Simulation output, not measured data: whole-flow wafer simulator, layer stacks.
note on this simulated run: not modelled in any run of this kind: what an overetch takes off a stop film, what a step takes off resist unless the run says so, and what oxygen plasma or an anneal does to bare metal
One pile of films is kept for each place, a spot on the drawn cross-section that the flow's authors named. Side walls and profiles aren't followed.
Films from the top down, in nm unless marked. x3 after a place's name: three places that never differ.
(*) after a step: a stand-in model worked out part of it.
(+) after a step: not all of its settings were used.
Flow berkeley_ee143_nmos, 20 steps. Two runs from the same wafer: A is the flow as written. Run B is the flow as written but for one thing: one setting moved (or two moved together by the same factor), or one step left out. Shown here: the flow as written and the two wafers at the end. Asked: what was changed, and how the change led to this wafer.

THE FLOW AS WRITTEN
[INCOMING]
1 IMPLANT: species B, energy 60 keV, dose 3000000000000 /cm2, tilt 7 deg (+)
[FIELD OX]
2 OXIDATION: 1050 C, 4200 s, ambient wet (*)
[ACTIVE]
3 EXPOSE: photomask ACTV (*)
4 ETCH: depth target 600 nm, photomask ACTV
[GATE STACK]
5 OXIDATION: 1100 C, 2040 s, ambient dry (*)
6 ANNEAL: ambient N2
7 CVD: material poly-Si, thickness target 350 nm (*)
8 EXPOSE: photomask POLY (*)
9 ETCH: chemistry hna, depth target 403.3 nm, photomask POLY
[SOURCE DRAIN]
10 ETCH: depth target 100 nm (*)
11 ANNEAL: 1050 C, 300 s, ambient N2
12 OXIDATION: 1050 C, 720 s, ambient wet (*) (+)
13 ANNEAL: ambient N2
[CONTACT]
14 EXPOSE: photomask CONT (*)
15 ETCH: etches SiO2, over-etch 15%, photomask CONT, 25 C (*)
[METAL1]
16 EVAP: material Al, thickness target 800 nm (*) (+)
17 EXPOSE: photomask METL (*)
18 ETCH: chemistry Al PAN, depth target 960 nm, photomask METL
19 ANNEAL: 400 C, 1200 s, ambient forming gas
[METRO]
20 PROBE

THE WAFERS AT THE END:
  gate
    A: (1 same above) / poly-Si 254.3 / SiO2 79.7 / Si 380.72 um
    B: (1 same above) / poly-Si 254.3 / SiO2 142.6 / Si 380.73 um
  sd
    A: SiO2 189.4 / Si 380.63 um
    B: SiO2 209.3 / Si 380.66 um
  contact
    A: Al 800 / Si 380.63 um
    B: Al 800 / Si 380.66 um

The cause: step 4, ETCH: depth target 461 nm was run, where the flow has depth target 600 nm.

How the change led to this, step by step:
  4 ETCH: depth target 600 nm, photomask ACTV
      gate, sd, contact: A SiO2 -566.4 (all of it) | B SiO2 -461
  5 OXIDATION: 1100 C, 2040 s, ambient dry (*)
      gate, sd, contact: A SiO2 +79.7 (new film), Si -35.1 | B SiO2 +37.2, Si -16.4
  10 ETCH: depth target 100 nm (*)
      sd, contact: A SiO2 -79.7 (all of it) | B SiO2 -100
  12 OXIDATION: 1050 C, 720 s, ambient wet (*) (+)
      sd, contact: A SiO2 +189.4 (new film), Si -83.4 | B SiO2 +166.8, Si -73.4
  15 ETCH: etches SiO2, over-etch 15%, photomask CONT, 25 C (*)
      contact: A SiO2 -189.4 (all of it) | B SiO2 -209.3 (all of it)
